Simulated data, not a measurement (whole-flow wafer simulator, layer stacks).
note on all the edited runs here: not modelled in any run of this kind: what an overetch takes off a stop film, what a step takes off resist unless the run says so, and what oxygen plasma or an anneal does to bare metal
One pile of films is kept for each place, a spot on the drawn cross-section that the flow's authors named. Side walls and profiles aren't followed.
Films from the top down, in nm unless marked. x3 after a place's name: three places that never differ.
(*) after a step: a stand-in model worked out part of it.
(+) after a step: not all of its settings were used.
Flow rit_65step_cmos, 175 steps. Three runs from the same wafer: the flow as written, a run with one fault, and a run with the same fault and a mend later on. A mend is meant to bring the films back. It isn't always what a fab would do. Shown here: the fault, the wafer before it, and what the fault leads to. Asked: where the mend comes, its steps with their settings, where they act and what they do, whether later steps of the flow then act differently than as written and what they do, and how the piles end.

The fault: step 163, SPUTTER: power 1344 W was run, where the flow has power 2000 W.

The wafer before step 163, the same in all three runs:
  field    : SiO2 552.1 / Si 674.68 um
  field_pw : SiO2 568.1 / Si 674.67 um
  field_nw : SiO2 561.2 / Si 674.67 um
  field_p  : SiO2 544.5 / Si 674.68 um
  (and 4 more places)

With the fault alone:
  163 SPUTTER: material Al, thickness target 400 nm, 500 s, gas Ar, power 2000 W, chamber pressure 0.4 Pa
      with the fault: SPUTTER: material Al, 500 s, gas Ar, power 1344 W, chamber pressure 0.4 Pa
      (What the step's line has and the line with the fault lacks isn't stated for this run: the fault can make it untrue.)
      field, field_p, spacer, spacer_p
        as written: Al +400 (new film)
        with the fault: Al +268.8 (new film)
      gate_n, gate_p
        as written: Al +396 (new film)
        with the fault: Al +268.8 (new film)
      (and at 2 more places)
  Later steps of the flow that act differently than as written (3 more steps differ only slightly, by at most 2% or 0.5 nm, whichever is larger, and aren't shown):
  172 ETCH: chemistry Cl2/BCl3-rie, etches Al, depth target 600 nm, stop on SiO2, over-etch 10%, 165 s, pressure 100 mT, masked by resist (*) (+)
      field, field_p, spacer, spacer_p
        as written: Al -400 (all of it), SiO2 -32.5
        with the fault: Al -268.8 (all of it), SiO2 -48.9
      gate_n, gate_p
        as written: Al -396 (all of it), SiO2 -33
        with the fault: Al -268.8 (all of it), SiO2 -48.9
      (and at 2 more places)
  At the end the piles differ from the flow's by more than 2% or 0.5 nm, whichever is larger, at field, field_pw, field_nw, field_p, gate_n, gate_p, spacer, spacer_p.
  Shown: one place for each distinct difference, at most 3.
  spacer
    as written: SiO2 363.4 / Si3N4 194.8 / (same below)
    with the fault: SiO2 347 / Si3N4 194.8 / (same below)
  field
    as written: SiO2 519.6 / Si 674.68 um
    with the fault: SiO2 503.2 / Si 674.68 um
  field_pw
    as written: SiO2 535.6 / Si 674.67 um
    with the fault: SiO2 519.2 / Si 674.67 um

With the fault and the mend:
  The mend comes after step 164.
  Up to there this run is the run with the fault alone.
  164a ETCH: chemistry al pan, depth target 310 nm
      field, field_p, gate_n, gate_p, spacer, spacer_p
        Al -268.8 (all of it)
      field_pw, field_nw
        Al -268.6 (all of it)
  164b SPUTTER: material Al, thickness target 400 nm, 500 s, gas Ar, power 2000 W, chamber pressure 0.4 Pa (the flow's step 163 once more)
      field, field_pw, field_p, spacer, spacer_p
        Al +400 (new film)
      gate_n, gate_p
        Al +396 (new film)
      field_nw
        Al +397.2 (new film)
  No later step of the flow acts differently than as written at any place that is followed.
  At the end the piles are the same as the flow's at every place that both follow.
